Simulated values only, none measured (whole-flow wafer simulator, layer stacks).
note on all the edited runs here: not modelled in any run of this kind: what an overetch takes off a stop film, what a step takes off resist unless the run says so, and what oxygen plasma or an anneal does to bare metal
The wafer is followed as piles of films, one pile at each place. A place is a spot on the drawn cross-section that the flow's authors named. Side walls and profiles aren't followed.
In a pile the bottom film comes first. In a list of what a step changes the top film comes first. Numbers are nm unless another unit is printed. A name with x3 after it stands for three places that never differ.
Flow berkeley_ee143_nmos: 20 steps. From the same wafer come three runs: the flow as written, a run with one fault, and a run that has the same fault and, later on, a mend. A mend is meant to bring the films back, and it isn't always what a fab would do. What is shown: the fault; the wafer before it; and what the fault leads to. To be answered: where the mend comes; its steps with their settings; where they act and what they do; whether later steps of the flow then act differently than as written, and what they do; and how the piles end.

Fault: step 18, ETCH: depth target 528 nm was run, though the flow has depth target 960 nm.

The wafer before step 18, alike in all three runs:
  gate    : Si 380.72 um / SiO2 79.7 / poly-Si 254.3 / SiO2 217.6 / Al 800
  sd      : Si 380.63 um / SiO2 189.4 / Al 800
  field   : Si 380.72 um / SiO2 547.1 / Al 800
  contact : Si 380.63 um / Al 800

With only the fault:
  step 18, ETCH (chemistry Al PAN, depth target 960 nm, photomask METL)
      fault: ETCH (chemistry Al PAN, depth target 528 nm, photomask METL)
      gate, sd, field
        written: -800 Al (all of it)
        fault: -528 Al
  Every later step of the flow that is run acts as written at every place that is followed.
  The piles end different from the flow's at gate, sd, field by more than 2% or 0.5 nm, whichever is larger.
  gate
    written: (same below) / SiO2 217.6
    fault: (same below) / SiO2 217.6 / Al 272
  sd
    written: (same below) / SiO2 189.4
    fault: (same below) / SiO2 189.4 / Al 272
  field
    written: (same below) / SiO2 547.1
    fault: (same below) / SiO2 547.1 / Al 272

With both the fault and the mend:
  The mend follows step 18.
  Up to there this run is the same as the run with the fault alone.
  step 18a, ETCH (chemistry Al PAN, depth target 432 nm, photomask METL) (the flow's step 18, run once more with other settings)
      gate, sd, field
        -272 Al (all of it)
  Every later step of the flow that is run acts as written at every place that is followed.
  By the end, the piles equal the flow's at every place that both follow.
